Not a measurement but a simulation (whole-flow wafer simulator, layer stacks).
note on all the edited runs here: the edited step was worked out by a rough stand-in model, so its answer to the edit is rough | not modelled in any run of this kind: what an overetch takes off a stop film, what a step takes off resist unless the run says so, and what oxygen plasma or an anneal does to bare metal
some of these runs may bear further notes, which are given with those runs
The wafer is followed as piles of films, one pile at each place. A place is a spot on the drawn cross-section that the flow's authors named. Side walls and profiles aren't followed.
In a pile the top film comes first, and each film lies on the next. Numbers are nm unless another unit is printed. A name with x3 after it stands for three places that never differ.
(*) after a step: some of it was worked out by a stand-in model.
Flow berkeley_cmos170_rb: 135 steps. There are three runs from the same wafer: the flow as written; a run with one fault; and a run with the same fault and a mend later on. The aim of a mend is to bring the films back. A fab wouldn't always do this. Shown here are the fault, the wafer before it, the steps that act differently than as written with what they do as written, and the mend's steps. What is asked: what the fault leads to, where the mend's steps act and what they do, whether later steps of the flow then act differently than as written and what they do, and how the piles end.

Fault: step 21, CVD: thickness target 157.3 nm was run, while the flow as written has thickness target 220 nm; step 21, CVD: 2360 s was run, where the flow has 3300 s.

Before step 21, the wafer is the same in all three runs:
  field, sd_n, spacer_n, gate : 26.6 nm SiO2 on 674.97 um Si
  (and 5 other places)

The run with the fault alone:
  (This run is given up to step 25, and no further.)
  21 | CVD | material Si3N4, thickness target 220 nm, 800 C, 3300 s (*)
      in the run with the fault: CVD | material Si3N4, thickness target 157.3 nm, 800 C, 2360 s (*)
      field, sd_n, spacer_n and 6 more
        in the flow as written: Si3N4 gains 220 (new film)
        in the run with the fault: Si3N4 gains 157.3 (new film)
  None of the later steps of the flow up to step 25 acts differently than as written at any place that is followed.
  Once step 25 is done, the piles at field, sd_n, spacer_n and 6 more depart from the flow's by more than 2% or 0.5 nm, whichever is larger.
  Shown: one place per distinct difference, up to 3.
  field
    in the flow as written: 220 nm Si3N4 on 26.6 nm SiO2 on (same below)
    in the run with the fault: 157.3 nm Si3N4 on 26.6 nm SiO2 on (same below)
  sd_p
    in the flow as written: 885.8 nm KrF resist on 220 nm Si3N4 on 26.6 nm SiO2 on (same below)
    in the run with the fault: 885.8 nm KrF resist on 157.3 nm Si3N4 on 26.6 nm SiO2 on (same below)

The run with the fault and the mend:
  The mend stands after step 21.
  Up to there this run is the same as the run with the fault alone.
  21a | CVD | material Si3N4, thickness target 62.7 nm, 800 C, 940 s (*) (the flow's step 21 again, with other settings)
      field, sd_n, spacer_n and 6 more
        Si3N4 gains 62.7
  None of the later steps of the flow acts differently than as written at any place that is followed.
  At every place that both follow, the piles at the end match the flow's.
